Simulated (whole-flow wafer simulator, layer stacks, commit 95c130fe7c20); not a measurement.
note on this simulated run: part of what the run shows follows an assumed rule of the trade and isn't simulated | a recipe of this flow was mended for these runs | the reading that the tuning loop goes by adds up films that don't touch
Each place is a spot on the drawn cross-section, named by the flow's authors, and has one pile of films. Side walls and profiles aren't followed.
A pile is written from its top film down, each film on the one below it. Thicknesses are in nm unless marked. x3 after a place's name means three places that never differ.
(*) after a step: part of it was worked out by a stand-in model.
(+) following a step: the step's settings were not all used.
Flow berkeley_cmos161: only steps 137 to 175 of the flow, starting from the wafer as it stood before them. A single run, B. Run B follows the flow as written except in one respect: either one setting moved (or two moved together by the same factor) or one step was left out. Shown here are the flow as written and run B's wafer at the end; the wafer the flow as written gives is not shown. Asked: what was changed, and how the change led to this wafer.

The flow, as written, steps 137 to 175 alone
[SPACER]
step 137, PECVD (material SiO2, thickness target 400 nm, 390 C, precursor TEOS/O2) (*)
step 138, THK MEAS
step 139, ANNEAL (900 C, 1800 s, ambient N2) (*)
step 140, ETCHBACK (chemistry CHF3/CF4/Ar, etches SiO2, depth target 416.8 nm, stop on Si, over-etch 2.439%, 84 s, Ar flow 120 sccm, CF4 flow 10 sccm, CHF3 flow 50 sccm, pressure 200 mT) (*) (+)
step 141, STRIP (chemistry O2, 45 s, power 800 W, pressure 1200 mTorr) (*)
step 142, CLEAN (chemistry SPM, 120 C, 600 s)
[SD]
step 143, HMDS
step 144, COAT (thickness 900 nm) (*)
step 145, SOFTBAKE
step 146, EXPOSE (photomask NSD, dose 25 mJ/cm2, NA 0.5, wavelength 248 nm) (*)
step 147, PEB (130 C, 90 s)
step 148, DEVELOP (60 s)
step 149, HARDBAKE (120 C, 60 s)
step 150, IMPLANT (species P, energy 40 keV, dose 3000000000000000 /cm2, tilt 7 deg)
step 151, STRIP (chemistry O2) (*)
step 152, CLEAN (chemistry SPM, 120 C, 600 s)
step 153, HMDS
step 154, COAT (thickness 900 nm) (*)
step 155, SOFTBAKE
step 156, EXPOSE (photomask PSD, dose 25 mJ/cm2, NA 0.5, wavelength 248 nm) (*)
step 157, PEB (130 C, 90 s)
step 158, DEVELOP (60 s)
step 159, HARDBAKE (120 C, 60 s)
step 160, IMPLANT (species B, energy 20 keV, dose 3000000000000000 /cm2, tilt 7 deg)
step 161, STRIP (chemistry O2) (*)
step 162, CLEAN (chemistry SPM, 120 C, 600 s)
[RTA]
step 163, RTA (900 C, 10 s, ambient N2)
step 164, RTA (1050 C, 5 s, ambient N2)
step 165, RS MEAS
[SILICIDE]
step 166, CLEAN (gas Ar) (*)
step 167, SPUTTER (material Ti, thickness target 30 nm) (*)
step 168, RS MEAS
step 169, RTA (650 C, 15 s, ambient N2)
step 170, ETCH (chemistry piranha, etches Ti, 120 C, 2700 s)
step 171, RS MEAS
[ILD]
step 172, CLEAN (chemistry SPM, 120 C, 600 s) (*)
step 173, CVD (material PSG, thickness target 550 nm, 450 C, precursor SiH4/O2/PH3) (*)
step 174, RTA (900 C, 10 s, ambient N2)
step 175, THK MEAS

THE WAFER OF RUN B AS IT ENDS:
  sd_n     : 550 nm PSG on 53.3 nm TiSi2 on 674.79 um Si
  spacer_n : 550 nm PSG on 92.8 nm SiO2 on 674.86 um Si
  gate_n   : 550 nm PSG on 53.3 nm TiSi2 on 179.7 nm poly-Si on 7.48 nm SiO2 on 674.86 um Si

What caused this: step 137, PECVD: thickness target 280 nm was run, though the flow has thickness target 400 nm.

How this came from the change, step by step:
  step 137, PECVD (material SiO2, thickness target 400 nm, 390 C, precursor TEOS/O2) (*)
      field, sd_n, contact, m1: SiO2 gains 280 (it would be, as written: SiO2 gains 400)
      spacer_n, sd_p, spacer_p: SiO2 gains 270.1 (it would be, as written: SiO2 gains 385.3)
      (and at 2 other places as well)
  step 139, ANNEAL (900 C, 1800 s, ambient N2) (*)
      field, sd_n, gate_n, gate_p, contact, m1: SiO2 loses 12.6 (it would be, as written: SiO2 loses 18)
      spacer_n, sd_p, spacer_p: SiO2 loses 12.2 (it would be, as written: SiO2 loses 17.3)
  step 140, ETCHBACK (chemistry CHF3/CF4/Ar, etches SiO2, depth target 416.8 nm, stop on Si, over-etch 2.439%, 84 s, Ar flow 120 sccm, CF4 flow 10 sccm, CHF3 flow 50 sccm, pressure 200 mT) (*) (+)
      spacer_n, spacer_p: SiO2 loses 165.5 (it would be, as written: SiO2 loses 160.9)
      gate_n, gate_p: SiO2 loses 267.4 (all of it), chemical SiO2 loses 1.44 (all of it), poly-Si loses 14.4 (it would be, as written: SiO2 loses 382 (all of it), chemical SiO2 loses 1.44 (all of it), poly-Si loses 3.96)
      (and at 4 other places as well)
  step 144, COAT (thickness 900 nm) (*)
      field: KrF-resist gains 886 (new film) (it would be, as written: KrF-resist gains 864.5 (new film))
      sd_n: KrF-resist gains 945.9 (new film) (it would be, as written: KrF-resist gains 1006.2 (new film))
      (and at 7 other places as well)
  step 148, DEVELOP (60 s)
      sd_n: KrF-resist loses 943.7 (all of it) (it would be, as written: KrF-resist loses 1003.8 (all of it))
      spacer_n: KrF-resist loses 862.3 (all of it) (it would be, as written: KrF-resist loses 811.1 (all of it))
      (and at 3 other places as well)
  step 149, HARDBAKE (120 C, 60 s)
      field: KrF-resist loses 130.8 (it would be, as written: KrF-resist loses 127.6)
      sd_p: KrF-resist loses 141.7 (it would be, as written: KrF-resist loses 149.5)
      (and at 2 other places as well)
  step 151, STRIP (chemistry O2) (*)
      gate_p: KrF-resist loses 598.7 (all of it), chemical SiO2 gains 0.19 (it would be, as written: KrF-resist loses 639.6 (all of it), chemical SiO2 gains 0.2, poly-Si loses 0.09)
      field: KrF-resist loses 738.1 (all of it) (it would be, as written: KrF-resist loses 719.9 (all of it))
      (and at 2 other places as well)
  step 154, COAT (thickness 900 nm) (*)
      field: KrF-resist gains 886 (new film) (it would be, as written: KrF-resist gains 864.7 (new film))
      sd_n: KrF-resist gains 945.8 (new film) (it would be, as written: KrF-resist gains 1006.1 (new film))
      (and at 7 other places as well)
  step 158, DEVELOP (60 s)
      sd_p: KrF-resist loses 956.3 (all of it) (it would be, as written: KrF-resist loses 1008.7 (all of it))
      spacer_p: KrF-resist loses 860.3 (all of it) (it would be, as written: KrF-resist loses 804.3 (all of it))
      (and at 1 other place as well)
  step 159, HARDBAKE (120 C, 60 s)
      field: KrF-resist loses 130.8 (it would be, as written: KrF-resist loses 127.7)
      sd_n: KrF-resist loses 139.8 (it would be, as written: KrF-resist loses 148.7)
      (and at 4 other places as well)
  step 161, STRIP (chemistry O2) (*)
      field: KrF-resist loses 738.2 (all of it) (it would be, as written: KrF-resist loses 720.1 (all of it))
      sd_n: KrF-resist loses 788.8 (all of it), chemical SiO2 gains 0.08 (it would be, as written: KrF-resist loses 840 (all of it), chemical SiO2 gains 0.08)
      (and at 4 other places as well)
  step 173, CVD (material PSG, thickness target 550 nm, 450 C, precursor SiH4/O2/PH3) (*)
      sd_p: PSG gains 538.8 (new film) (it would be, as written: PSG gains 522.4 (new film))
